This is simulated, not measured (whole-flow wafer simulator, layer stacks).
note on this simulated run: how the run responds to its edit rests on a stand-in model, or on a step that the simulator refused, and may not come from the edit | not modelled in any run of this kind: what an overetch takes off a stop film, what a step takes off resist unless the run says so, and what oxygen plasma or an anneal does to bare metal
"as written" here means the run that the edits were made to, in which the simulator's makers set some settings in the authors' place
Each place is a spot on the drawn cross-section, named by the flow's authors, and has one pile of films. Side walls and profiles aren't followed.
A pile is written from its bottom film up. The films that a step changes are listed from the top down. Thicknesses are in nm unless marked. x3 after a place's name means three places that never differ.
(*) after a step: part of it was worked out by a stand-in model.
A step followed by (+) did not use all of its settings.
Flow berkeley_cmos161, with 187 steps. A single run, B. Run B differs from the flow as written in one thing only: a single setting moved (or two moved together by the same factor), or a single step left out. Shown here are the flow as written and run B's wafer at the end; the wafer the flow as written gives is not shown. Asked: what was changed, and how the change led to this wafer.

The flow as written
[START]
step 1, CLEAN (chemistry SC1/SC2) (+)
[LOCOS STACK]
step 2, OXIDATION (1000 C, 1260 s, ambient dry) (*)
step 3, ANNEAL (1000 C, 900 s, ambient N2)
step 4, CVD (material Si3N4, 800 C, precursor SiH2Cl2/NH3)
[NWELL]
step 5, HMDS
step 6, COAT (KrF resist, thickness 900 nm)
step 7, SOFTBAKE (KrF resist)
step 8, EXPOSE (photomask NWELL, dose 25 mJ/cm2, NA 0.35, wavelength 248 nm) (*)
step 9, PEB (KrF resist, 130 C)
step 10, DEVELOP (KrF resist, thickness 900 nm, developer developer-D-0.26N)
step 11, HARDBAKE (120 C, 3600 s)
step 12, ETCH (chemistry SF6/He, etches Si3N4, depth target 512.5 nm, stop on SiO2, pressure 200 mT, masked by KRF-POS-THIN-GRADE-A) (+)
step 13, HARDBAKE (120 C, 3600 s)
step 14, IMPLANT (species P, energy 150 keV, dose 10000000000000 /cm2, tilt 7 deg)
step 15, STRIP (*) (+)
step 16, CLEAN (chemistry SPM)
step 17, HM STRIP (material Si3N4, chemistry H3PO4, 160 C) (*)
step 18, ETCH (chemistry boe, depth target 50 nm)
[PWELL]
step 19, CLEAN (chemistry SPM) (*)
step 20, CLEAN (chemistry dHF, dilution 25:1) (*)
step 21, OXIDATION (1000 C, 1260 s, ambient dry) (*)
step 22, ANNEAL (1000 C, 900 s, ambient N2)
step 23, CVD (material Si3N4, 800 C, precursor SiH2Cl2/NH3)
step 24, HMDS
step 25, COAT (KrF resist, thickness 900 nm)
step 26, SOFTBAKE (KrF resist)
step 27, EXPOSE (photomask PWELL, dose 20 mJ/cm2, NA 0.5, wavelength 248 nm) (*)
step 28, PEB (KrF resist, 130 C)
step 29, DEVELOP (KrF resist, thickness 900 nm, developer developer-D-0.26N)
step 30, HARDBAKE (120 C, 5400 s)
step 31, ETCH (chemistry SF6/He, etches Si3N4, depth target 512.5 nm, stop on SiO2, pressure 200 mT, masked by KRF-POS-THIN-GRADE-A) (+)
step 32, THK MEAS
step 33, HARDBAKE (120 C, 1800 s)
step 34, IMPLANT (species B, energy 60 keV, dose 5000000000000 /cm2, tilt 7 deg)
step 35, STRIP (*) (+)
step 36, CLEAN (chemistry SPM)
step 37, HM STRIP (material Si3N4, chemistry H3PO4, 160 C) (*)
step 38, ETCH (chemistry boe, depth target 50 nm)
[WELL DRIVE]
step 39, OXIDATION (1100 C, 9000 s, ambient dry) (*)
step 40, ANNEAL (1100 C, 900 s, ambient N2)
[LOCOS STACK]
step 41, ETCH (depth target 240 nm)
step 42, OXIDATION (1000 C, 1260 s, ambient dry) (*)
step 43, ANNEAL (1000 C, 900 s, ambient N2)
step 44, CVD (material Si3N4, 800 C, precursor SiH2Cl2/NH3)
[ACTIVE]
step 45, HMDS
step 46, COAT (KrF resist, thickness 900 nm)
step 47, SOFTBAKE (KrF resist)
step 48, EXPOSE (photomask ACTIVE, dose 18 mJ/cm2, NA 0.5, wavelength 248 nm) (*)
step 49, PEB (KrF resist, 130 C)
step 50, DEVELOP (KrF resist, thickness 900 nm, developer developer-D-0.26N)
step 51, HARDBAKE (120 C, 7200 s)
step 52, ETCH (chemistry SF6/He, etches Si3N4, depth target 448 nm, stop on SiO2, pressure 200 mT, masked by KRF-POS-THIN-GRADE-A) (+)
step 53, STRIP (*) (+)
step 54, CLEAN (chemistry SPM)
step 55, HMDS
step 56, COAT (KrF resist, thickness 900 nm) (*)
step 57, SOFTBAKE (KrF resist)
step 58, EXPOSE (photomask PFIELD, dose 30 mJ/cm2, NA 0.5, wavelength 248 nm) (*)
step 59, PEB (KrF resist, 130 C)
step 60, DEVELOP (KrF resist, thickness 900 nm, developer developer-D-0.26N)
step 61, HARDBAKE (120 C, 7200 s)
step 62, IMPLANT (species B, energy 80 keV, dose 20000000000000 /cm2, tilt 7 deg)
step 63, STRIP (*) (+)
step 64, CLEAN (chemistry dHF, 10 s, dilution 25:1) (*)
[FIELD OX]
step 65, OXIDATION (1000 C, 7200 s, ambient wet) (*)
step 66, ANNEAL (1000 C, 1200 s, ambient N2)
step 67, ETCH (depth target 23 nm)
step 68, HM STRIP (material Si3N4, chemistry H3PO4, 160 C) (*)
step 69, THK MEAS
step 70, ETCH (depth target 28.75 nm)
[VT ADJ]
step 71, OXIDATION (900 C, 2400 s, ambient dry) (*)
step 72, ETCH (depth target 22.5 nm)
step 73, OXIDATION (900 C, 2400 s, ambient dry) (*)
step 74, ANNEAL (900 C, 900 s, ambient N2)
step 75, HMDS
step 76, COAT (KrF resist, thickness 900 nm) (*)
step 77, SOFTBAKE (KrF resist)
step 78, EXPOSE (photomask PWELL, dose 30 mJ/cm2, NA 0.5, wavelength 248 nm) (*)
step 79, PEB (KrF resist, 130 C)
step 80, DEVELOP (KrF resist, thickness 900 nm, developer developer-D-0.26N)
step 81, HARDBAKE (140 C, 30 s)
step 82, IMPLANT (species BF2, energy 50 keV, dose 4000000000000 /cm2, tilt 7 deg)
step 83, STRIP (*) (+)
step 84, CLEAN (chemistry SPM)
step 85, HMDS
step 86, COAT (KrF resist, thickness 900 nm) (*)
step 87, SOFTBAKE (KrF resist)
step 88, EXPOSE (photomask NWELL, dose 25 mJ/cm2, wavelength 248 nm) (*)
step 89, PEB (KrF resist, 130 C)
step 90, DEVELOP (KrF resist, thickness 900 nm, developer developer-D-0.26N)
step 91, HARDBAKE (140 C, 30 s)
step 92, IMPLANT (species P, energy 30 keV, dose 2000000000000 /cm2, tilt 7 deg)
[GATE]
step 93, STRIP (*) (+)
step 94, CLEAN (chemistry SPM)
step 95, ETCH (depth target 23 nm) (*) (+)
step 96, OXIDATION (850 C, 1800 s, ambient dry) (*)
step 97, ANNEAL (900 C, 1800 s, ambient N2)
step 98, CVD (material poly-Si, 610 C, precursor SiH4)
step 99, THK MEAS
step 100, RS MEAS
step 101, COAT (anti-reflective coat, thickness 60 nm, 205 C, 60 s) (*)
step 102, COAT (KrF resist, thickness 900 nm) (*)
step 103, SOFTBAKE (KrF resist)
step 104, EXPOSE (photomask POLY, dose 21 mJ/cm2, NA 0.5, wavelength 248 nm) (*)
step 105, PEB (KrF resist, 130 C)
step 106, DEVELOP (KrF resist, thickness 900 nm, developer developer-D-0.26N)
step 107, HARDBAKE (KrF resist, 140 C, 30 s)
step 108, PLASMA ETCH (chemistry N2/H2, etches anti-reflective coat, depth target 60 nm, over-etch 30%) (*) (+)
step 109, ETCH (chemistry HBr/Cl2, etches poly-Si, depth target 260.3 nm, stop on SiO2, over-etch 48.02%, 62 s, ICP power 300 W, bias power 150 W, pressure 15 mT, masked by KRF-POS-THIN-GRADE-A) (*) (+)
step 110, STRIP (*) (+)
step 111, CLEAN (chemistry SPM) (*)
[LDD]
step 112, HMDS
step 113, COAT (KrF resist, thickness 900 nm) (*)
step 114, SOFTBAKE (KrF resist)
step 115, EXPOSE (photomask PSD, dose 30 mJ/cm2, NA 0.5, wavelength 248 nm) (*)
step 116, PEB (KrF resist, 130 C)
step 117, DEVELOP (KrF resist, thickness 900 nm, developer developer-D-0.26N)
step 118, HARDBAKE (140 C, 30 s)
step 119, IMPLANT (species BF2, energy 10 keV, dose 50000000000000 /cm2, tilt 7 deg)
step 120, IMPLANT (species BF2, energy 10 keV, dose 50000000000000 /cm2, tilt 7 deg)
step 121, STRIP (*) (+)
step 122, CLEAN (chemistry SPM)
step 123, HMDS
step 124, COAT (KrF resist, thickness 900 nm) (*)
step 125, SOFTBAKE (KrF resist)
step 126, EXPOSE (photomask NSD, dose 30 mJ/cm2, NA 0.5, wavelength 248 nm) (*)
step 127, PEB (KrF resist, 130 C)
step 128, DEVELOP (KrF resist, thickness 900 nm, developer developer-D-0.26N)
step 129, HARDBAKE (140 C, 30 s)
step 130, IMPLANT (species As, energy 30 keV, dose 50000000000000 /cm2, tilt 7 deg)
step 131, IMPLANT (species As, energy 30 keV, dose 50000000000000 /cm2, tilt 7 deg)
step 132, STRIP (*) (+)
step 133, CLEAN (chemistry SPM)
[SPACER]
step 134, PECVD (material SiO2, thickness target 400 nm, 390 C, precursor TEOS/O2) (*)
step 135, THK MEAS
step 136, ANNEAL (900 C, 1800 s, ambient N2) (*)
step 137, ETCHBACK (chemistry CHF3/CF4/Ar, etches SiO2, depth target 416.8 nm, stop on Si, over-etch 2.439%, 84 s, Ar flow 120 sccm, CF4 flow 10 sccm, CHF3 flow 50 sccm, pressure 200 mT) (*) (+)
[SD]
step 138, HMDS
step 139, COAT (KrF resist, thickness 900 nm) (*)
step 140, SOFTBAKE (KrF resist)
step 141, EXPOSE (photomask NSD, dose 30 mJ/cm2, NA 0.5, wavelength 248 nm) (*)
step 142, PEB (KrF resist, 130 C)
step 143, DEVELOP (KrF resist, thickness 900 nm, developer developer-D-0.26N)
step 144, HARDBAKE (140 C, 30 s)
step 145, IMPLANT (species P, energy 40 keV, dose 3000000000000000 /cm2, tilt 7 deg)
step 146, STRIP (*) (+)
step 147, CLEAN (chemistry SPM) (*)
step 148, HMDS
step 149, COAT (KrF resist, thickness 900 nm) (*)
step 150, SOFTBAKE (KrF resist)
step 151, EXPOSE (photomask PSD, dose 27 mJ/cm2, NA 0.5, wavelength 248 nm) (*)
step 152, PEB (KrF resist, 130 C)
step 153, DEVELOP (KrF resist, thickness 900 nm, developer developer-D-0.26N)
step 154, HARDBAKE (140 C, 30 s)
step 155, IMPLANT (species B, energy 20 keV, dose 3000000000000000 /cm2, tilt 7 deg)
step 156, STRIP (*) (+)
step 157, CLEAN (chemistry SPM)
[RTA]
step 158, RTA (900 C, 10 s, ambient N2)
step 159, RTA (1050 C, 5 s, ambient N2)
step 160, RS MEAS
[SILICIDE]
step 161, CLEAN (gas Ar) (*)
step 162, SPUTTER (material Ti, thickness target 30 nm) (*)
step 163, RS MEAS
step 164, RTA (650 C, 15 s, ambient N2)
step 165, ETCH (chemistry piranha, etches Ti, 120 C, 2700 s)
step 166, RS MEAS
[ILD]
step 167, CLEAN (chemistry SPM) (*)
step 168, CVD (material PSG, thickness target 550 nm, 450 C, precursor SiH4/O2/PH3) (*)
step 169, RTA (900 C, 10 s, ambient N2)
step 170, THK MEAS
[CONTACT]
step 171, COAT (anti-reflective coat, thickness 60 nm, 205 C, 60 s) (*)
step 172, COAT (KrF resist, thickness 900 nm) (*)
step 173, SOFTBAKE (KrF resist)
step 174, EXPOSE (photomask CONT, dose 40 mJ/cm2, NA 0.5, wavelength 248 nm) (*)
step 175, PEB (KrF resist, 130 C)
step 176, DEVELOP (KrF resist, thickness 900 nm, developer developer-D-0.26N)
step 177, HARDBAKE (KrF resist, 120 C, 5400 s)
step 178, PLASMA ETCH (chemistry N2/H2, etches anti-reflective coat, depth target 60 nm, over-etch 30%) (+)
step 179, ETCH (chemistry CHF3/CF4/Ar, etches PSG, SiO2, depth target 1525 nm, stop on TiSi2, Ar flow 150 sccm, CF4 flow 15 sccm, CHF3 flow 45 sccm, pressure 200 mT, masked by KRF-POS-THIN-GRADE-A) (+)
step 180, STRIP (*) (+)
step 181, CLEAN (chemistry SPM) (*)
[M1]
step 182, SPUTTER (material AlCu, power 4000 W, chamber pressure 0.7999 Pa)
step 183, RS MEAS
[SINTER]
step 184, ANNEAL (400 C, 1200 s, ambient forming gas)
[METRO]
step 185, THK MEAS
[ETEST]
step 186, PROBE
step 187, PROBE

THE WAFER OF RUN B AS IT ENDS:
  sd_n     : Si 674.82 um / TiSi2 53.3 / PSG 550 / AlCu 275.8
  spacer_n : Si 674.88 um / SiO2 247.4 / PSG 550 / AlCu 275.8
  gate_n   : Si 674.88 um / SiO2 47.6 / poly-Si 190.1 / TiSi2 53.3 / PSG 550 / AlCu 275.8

The reason: step 41, ETCH: depth target 103 nm was run, though the flow has depth target 240 nm.

The path from the change to this, step by step:
  step 41, ETCH (depth target 240 nm)
      field, sd_n, spacer_n and 6 more: SiO2 loses 103 (as written it would have been: SiO2 loses 197.6 (all of it))
  step 42, OXIDATION (1000 C, 1260 s, ambient dry) (*)
      field, sd_n, spacer_n and 6 more: SiO2 gains 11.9, Si loses 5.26 (as written it would have been: SiO2 gains 26.6 (new film), Si loses 11.7)
  step 65, OXIDATION (1000 C, 7200 s, ambient wet) (*)
      sd_n, sd_p: SiO2 gains 12.1 (new film), Si3N4 loses 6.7 (as written it would have been: SiO2 gains 12.1 (new film), Si3N4 loses 6.7, SiO2 gains 0.25, Si loses 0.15)
      field: SiO2 gains 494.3, Si loses 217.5 (as written it would have been: SiO2 gains 545.5, Si loses 240)
  step 70, ETCH (depth target 28.75 nm)
      spacer_n, gate_n, spacer_p, gate_p, contact, m1: SiO2 loses 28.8 (as written it would have been: SiO2 loses 24.8 (all of it))
      sd_n, sd_p: SiO2 loses 28.8 (as written it would have been: SiO2 loses 25 (all of it))
  step 71, OXIDATION (900 C, 2400 s, ambient dry) (*)
      sd_n, spacer_n, gate_n, sd_p, spacer_p, gate_p, contact, m1: SiO2 gains 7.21, Si loses 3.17 (as written it would have been: SiO2 gains 14.9 (new film), Si loses 6.57)
  step 72, ETCH (depth target 22.5 nm)
      sd_n, spacer_n, gate_n, sd_p, spacer_p, gate_p, contact, m1: SiO2 loses 22.5 (as written it would have been: SiO2 loses 14.9 (all of it))
  step 73, OXIDATION (900 C, 2400 s, ambient dry) (*)
      sd_n, spacer_n, gate_n, sd_p, spacer_p, gate_p, contact, m1: SiO2 gains 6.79, Si loses 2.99 (as written it would have been: SiO2 gains 14.9 (new film), Si loses 6.57)
  step 95, ETCH (depth target 23 nm) (*) (+)
      sd_n, spacer_n, gate_n, sd_p, spacer_p, gate_p, contact, m1: SiO2 loses 23 (as written it would have been: SiO2 loses 14.9 (all of it))
  step 96, OXIDATION (850 C, 1800 s, ambient dry) (*)
      sd_n, spacer_n, gate_n, sd_p, spacer_p, gate_p, contact, m1: SiO2 gains 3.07, Si loses 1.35 (as written it would have been: SiO2 gains 7.48 (new film), Si loses 3.29)
  step 101, COAT (anti-reflective coat, thickness 60 nm, 205 C, 60 s) (*)
      spacer_n: anti-reflective coat gains 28 (new film) (as written it would have been: anti-reflective coat gains 28.7 (new film))
  step 108, PLASMA ETCH (chemistry N2/H2, etches anti-reflective coat, depth target 60 nm, over-etch 30%) (*) (+)
      spacer_n: anti-reflective coat loses 28 (all of it), poly-Si loses 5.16 (as written it would have been: anti-reflective coat loses 28.7 (all of it), poly-Si loses 5.05)
  step 137, ETCHBACK (chemistry CHF3/CF4/Ar, etches SiO2, depth target 416.8 nm, stop on Si, over-etch 2.439%, 84 s, Ar flow 120 sccm, CF4 flow 10 sccm, CHF3 flow 50 sccm, pressure 200 mT) (*) (+)
      sd_n: SiO2 loses 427 (as written it would have been: SiO2 loses 387.9 (all of it))
      contact: SiO2 loses 427 (as written it would have been: SiO2 loses 387.7 (all of it))
      (and at 2 other places as well)
  step 139, COAT (KrF resist, thickness 900 nm) (*)
      sd_n: KrF resist gains 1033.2 (new film) (as written it would have been: KrF resist gains 1008.1 (new film))
      sd_p: KrF resist gains 1036.5 (new film) (as written it would have been: KrF resist gains 1012.1 (new film))
      (and at 1 other place as well)
  step 143, DEVELOP (KrF resist, thickness 900 nm, developer developer-D-0.26N)
      sd_n: KrF resist loses 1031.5 (all of it) (as written it would have been: KrF resist loses 1006.5 (all of it))
  step 144, HARDBAKE (140 C, 30 s)
      sd_p: KrF resist loses 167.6 (as written it would have been: KrF resist loses 163.7)
      m1: KrF resist loses 165.5 (as written it would have been: KrF resist loses 161.9)
  step 146, STRIP (*) (+)
      sd_n, contact: nothing (as written it would have been: chemical SiO2 gains 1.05 (new film), Si loses 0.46)
      m1: KrF resist loses 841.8 (all of it) (as written it would have been: chemical SiO2 gains 0.8 (new film), KrF resist loses 823.2 (all of it), Si loses 0.35)
      (and at 1 other place as well)
  ... another 9 steps ...
  step 182, SPUTTER (material AlCu, power 4000 W, chamber pressure 0.7999 Pa)
      sd_p: AlCu gains 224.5 (new film) (as written it would have been: AlCu gains 234.7 (new film))
